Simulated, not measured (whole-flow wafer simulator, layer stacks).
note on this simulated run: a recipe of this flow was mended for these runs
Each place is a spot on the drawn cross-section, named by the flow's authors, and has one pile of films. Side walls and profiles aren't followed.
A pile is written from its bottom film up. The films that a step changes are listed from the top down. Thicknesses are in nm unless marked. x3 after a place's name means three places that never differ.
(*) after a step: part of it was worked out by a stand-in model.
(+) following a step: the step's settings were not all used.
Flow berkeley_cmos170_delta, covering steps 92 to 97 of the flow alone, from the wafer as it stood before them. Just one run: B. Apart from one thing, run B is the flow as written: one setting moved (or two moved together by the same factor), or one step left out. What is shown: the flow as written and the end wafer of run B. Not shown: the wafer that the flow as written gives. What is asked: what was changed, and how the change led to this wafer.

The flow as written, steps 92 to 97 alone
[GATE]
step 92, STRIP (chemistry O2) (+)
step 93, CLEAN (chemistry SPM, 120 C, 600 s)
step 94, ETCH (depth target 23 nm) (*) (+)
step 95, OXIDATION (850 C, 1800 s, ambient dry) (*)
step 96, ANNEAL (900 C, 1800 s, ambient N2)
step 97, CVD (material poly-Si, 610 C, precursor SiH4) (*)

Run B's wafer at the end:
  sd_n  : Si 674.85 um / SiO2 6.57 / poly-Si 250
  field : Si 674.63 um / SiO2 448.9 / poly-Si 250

Cause: step 95, OXIDATION: 1440 s was run, while the flow as written has 1800 s.

The path from the change to this, step by step:
  step 95, OXIDATION (850 C, 1800 s, ambient dry) (*)
      sd_n, spacer_n, gate, sd_p, spacer_p x2, contact, m1: +6.57 SiO2 (new film), -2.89 Si (in the flow as written it would be: +7.48 SiO2 (new film), -3.29 Si)
